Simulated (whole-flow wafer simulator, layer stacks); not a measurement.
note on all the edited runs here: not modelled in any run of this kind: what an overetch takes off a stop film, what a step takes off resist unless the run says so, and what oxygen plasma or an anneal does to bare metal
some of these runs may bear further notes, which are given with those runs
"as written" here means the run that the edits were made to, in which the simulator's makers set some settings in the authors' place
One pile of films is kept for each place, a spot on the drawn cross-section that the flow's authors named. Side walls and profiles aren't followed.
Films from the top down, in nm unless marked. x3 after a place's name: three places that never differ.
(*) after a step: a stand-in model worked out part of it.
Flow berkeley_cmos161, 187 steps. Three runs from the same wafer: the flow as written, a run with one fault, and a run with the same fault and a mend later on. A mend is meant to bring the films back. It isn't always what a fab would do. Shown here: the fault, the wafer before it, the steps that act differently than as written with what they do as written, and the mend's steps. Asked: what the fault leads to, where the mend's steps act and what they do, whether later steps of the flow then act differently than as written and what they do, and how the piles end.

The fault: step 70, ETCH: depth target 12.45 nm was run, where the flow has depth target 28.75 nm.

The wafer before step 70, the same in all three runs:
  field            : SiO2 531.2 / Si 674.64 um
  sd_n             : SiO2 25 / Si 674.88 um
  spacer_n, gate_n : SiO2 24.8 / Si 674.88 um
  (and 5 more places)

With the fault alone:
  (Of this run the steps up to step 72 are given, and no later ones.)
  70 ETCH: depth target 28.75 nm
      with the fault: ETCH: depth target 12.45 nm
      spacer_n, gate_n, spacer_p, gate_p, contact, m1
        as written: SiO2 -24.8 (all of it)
        with the fault: SiO2 -12.4
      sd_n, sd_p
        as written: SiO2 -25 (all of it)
        with the fault: SiO2 -12.4
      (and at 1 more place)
  Later steps of the flow that act differently than as written:
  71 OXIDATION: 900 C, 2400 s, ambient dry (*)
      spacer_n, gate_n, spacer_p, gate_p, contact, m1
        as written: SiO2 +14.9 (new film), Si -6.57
        with the fault: SiO2 +11.5, Si -5.05
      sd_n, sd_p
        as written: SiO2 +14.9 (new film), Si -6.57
        with the fault: SiO2 +11.4, Si -5.03
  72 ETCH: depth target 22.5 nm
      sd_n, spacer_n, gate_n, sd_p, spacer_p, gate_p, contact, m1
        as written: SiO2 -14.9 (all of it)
        with the fault: SiO2 -22.5
  After step 72 the piles differ from the flow's by more than 2% or 0.5 nm, whichever is larger, at field, sd_n, spacer_n and 6 more.
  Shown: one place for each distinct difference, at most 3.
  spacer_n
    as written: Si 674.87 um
    with the fault: SiO2 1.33 / Si 674.87 um
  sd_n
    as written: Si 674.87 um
    with the fault: SiO2 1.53 / Si 674.87 um
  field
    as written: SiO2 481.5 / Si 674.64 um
    with the fault: SiO2 497.8 / Si 674.64 um

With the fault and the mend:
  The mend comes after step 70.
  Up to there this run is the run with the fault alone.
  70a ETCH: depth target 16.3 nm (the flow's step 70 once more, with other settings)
      spacer_n, gate_n, spacer_p, gate_p, contact, m1
        SiO2 -12.3 (all of it)
      sd_n, sd_p
        SiO2 -12.6 (all of it)
      field
        SiO2 -16.3
  No later step of the flow acts differently than as written at any place that is followed.
  At the end the piles are the same as the flow's at every place that both follow.
